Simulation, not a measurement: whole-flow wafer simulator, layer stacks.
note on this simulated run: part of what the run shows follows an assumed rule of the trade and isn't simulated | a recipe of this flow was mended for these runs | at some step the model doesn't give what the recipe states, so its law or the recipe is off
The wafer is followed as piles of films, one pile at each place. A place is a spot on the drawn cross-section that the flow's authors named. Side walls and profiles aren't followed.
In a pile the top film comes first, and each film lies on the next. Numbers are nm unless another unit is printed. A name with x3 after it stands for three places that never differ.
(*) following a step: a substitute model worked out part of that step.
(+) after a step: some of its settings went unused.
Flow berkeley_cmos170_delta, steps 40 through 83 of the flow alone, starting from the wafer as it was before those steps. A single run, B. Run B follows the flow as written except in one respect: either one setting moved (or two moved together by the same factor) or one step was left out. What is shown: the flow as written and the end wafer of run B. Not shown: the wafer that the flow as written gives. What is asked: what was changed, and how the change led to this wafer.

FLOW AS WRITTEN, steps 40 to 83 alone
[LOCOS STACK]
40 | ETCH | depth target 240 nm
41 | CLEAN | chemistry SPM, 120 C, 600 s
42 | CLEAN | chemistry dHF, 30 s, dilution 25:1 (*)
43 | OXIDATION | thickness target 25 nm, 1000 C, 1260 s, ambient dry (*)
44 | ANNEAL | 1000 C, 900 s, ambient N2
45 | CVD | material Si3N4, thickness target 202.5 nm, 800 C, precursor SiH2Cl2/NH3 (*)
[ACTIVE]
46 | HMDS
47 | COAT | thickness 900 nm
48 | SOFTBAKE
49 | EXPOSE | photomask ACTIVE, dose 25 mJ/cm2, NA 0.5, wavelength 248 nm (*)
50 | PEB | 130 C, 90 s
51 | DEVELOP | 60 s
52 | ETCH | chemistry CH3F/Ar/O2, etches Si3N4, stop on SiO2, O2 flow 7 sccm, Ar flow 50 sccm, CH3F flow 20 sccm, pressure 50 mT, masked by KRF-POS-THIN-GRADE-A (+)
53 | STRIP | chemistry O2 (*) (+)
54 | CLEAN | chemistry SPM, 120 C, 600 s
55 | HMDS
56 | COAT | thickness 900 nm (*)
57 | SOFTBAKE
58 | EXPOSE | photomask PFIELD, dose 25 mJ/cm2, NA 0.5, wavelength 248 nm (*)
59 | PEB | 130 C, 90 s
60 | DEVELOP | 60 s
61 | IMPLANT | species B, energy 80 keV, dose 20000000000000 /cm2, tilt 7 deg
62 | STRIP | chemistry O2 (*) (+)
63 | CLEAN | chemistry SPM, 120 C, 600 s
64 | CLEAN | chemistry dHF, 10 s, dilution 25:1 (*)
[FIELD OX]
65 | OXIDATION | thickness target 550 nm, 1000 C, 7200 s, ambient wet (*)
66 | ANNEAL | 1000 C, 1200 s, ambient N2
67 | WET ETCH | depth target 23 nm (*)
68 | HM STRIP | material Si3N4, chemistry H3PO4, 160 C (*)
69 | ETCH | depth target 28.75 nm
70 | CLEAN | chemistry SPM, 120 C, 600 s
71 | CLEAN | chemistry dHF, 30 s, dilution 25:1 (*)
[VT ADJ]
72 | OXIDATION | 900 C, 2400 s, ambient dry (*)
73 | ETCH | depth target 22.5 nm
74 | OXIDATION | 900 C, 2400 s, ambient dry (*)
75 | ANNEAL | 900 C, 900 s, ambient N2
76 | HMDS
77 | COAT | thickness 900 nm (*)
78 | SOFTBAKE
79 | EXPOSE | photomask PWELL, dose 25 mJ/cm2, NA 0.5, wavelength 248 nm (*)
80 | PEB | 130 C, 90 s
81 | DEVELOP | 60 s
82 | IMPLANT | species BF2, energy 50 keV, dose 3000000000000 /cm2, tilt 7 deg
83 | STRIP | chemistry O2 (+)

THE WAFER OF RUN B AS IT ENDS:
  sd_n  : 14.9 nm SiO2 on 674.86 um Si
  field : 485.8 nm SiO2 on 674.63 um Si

Cause: step 69, ETCH: depth target 14.38 nm was run, while the flow as written has depth target 28.75 nm.

The path from the change to this, step by step:
  69 | ETCH | depth target 28.75 nm
      spacer_n, gate, spacer_p, gate_p, contact, m1: SiO2 loses 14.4 (it would be, as written: SiO2 loses 17.5 (all of it))
      sd_n, sd_p: SiO2 loses 14.4 (it would be, as written: SiO2 loses 17.6 (all of it))
      (also at 1 further place)
  70 | CLEAN | chemistry SPM, 120 C, 600 s
      sd_n, spacer_n, gate, sd_p, spacer_p, gate_p, contact, m1: nothing (it would be, as written: chemical SiO2 gains 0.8 (new film), Si loses 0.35)
  71 | CLEAN | chemistry dHF, 30 s, dilution 25:1 (*)
      spacer_n, gate, spacer_p, gate_p, contact, m1: SiO2 loses 3.11 (all of it) (it would be, as written: chemical SiO2 loses 0.8 (all of it))
      sd_n, sd_p: SiO2 loses 3.27 (all of it) (it would be, as written: chemical SiO2 loses 0.8 (all of it))
